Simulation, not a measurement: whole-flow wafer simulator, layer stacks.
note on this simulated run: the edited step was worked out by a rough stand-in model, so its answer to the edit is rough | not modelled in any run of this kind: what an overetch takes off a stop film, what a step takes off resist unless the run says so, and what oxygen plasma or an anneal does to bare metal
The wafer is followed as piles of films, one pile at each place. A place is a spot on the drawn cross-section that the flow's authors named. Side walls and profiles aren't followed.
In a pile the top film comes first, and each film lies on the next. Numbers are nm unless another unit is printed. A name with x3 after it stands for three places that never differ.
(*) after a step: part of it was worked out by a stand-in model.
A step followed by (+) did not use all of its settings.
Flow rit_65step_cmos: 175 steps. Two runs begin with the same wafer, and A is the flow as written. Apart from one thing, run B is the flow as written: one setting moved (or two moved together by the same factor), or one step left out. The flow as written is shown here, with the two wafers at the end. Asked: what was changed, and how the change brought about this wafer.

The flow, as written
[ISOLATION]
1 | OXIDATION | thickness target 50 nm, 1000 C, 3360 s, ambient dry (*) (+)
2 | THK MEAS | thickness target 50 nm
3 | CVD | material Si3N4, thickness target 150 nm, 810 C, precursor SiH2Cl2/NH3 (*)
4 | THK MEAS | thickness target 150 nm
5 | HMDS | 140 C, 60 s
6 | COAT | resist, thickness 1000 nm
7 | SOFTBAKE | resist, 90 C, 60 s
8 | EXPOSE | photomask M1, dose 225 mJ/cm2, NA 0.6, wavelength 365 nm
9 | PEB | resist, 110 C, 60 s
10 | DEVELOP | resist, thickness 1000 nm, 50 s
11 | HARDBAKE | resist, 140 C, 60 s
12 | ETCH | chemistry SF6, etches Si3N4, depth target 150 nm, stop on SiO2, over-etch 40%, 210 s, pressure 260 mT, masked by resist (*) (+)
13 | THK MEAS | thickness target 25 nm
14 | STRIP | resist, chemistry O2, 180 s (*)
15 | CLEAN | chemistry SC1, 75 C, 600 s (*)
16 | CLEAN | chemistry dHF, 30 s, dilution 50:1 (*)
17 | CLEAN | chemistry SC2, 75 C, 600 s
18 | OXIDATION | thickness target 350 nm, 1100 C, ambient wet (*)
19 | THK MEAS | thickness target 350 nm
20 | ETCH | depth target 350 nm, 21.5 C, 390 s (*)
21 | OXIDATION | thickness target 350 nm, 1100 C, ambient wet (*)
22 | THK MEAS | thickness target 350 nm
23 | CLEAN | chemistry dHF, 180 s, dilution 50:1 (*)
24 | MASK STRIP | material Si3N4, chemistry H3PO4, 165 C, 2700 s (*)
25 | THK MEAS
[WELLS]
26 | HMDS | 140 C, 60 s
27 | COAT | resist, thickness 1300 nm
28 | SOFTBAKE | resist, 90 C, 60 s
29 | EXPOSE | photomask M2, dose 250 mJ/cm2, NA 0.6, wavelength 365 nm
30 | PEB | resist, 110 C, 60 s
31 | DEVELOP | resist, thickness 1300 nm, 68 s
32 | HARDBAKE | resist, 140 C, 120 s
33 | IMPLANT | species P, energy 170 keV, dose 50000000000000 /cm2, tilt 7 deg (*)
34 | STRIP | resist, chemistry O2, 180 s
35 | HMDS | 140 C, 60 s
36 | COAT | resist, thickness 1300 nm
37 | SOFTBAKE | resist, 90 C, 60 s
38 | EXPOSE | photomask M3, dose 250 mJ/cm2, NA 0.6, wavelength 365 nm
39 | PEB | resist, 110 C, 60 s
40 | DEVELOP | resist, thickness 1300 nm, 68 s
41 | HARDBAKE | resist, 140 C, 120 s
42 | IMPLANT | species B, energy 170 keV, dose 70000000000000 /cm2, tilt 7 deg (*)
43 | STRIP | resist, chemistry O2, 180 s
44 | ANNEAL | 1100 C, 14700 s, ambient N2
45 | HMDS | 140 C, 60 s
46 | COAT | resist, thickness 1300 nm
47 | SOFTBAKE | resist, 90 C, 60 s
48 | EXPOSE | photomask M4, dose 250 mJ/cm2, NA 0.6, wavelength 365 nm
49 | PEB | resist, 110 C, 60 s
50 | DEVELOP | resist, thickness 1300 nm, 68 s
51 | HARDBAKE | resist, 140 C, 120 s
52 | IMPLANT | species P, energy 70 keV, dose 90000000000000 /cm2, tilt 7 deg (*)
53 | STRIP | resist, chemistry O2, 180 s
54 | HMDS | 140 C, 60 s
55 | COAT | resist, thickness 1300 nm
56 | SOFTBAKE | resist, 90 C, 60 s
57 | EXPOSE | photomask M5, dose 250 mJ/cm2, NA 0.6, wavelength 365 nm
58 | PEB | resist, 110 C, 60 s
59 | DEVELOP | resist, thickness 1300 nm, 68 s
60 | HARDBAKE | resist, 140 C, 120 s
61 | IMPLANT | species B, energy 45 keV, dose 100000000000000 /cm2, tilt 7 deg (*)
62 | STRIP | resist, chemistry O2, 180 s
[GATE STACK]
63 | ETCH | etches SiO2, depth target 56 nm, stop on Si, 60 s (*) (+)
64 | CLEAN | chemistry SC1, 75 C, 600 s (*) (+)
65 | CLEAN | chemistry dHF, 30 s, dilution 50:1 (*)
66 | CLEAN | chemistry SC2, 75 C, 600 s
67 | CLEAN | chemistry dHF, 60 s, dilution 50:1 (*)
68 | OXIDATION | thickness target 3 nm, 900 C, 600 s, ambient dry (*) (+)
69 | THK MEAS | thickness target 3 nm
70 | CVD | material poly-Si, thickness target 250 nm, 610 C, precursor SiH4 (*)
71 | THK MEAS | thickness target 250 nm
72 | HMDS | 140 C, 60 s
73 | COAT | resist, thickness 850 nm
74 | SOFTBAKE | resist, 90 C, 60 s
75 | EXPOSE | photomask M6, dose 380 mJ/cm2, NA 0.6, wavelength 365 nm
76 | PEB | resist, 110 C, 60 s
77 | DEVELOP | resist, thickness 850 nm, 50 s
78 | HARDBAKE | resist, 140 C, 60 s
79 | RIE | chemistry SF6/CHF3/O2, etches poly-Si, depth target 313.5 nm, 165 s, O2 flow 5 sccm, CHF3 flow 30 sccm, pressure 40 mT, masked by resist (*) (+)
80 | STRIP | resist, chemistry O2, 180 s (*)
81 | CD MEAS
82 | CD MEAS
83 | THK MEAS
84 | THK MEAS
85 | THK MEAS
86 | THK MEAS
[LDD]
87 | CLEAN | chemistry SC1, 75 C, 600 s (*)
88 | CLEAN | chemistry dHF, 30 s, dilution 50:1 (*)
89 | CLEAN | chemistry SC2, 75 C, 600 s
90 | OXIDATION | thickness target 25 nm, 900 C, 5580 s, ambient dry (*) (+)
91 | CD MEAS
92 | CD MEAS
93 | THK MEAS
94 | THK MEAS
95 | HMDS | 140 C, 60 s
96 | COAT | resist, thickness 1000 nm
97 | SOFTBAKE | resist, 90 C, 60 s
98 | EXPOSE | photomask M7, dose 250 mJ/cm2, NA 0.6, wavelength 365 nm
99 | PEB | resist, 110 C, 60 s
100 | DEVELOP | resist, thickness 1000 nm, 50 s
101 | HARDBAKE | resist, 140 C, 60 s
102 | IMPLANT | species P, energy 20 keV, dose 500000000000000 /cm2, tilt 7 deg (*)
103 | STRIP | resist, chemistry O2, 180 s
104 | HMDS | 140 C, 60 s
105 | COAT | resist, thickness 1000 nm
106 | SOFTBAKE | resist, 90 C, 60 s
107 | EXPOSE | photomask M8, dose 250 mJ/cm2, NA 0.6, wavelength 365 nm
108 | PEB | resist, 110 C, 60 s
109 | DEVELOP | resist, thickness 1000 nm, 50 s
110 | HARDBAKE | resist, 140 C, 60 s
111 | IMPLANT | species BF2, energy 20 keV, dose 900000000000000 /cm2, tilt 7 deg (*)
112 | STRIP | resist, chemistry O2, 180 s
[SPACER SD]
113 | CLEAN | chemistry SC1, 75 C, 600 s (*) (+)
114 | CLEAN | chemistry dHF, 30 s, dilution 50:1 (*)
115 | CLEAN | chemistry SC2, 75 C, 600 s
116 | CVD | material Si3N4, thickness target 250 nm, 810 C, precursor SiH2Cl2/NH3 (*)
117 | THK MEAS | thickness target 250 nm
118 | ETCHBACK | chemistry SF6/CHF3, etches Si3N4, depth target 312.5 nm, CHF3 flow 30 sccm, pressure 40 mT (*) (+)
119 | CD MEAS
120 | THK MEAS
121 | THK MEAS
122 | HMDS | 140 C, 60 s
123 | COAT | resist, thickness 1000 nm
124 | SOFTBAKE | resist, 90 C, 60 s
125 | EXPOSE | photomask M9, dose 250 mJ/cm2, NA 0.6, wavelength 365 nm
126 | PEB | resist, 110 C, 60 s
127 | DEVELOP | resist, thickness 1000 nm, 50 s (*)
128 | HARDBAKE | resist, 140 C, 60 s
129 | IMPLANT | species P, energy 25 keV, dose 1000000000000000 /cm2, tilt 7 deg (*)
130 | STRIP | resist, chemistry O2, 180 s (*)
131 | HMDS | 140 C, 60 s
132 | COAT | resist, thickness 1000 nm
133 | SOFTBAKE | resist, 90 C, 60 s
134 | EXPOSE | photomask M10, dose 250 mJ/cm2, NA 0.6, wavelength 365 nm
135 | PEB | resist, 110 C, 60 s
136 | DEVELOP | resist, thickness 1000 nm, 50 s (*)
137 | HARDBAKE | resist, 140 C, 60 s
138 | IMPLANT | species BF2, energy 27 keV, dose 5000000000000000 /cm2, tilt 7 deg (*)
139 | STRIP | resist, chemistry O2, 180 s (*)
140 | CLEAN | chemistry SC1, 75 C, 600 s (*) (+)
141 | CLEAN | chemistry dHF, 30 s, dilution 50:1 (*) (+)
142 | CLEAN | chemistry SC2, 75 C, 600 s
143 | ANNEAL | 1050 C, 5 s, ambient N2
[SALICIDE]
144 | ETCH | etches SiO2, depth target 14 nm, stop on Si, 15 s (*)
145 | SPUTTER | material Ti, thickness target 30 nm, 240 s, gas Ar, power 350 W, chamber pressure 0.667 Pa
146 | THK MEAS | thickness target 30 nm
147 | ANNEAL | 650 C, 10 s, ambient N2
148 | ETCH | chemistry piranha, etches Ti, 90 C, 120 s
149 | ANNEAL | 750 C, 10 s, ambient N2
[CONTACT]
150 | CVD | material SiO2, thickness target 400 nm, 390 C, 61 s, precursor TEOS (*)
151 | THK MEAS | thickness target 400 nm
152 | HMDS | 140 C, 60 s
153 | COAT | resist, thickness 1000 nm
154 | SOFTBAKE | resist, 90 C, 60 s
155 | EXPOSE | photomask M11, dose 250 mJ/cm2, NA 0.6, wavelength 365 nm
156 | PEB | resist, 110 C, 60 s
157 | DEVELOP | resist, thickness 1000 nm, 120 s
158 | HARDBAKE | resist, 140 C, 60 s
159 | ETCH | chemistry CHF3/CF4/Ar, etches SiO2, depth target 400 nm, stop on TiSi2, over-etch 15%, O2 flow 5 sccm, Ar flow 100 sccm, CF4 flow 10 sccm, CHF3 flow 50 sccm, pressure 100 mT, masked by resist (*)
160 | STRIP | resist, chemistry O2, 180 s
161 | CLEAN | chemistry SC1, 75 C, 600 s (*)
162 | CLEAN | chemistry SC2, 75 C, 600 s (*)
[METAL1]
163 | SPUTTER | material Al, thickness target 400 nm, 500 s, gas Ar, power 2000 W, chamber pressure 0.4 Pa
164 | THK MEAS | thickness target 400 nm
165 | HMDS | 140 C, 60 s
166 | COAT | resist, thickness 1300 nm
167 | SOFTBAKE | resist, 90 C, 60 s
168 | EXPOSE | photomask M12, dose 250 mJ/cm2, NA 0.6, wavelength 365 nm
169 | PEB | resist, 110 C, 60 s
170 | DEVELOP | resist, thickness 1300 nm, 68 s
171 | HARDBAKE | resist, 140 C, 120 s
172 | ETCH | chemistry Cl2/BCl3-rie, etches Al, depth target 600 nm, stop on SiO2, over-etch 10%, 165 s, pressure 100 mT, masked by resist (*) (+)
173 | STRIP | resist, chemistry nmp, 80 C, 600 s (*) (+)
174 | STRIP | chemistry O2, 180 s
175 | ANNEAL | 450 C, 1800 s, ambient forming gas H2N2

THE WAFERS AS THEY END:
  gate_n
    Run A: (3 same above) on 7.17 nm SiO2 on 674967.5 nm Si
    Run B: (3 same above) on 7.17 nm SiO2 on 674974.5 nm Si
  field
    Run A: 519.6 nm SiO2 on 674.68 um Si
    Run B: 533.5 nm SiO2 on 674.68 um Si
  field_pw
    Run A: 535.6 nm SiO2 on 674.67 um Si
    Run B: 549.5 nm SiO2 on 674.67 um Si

The reason: step 63, ETCH: 45 s was run, whereas the flow has 60 s.

How this came from the change, step by step:
  63 | ETCH | etches SiO2, depth target 56 nm, stop on Si, 60 s (*) (+)
      active_n, active_p, gate_n and 7 more: A -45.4 SiO2 (all of it), -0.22 Si | B -42 SiO2
      field, field_pw, field_nw, field_p: A -56 SiO2 | B -42 SiO2
  64 | CLEAN | chemistry SC1, 75 C, 600 s (*) (+)
      active_n, active_p, gate_n and 7 more: A +0.6 chemical SiO2 (new film), -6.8 Si | B -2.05 SiO2
  65 | CLEAN | chemistry dHF, 30 s, dilution 50:1 (*)
      gate_n, gate_p, spacer, spacer_p, sd_n, sd_p, contact, m1: A -0.6 chemical SiO2 (all of it) | B -1.38 SiO2 (all of it)
      active_n, active_p: A -0.6 chemical SiO2 (all of it) | B -1.35 SiO2 (all of it)
